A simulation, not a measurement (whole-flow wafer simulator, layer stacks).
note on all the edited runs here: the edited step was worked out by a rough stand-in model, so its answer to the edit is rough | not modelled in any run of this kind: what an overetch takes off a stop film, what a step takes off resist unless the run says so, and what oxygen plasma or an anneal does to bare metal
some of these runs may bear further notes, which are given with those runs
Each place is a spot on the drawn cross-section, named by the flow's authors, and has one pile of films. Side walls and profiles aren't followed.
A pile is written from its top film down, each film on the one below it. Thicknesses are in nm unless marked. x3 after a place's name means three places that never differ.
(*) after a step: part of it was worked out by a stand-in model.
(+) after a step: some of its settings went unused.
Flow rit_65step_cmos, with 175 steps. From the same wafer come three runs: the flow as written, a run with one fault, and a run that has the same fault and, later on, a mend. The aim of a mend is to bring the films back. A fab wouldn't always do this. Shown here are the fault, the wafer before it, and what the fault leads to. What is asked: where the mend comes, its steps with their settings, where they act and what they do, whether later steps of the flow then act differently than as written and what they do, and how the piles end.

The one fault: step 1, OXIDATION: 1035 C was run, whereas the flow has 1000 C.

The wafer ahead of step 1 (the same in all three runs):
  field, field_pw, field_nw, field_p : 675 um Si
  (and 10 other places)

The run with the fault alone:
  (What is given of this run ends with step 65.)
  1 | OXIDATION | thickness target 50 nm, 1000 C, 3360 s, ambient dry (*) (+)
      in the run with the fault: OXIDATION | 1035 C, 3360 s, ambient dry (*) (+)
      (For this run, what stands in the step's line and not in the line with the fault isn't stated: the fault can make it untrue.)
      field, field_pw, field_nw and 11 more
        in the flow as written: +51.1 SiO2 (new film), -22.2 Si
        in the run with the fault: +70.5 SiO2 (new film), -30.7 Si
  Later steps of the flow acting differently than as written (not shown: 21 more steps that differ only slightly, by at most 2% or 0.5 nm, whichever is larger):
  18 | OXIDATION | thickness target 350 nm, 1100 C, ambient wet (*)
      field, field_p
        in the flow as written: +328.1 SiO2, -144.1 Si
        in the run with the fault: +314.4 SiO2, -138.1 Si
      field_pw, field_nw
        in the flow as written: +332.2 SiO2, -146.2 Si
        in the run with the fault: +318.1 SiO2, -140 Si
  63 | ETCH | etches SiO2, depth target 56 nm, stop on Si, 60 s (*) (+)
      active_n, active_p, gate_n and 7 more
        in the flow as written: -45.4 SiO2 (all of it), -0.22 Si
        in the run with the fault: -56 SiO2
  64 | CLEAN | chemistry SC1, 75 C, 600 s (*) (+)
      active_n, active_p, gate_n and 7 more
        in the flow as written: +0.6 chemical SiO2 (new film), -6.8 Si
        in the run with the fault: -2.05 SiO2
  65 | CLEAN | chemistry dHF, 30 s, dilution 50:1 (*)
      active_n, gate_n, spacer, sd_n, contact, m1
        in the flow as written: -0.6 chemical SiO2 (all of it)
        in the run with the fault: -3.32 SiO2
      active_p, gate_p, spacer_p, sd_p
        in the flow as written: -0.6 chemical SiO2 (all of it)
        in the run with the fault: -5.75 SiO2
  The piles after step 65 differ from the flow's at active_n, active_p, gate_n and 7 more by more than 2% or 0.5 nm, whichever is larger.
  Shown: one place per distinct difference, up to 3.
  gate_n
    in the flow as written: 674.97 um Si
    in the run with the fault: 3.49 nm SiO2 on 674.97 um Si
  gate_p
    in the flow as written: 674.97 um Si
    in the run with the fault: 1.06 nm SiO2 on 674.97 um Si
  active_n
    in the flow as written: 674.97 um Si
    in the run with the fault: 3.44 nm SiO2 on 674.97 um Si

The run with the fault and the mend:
  After step 2 comes the mend.
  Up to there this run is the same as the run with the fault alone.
  2a | ETCH | depth target 81 nm, 21.5 C, 90 s
      field, field_pw, field_nw and 11 more
        -70.5 SiO2 (all of it)
  2b | CLEAN | chemistry SC2, 75 C, 600 s
      field, field_pw, field_nw and 11 more
        +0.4 chemical SiO2 (new film), -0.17 Si
  2c | OXIDATION | 1000 C, 3360 s, ambient dry (*) (the flow's step 1, run once more with other settings)
      field, field_pw, field_nw and 11 more
        +51 SiO2 (new film), -0.4 chemical SiO2 (all of it), -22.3 Si
  Later steps of the flow acting differently than as written (not shown: 18 more steps that differ only slightly, by at most 2% or 0.5 nm, whichever is larger):
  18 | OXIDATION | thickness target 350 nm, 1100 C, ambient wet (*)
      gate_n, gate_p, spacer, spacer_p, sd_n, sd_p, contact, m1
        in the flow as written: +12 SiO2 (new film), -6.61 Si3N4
        in the run with the mend: +12 SiO2 (new film), -6.61 Si3N4, +0.03 SiO2
  The piles end only slightly different from the flow's at the places that both follow, by no more than 2% or 0.5 nm, whichever is larger.
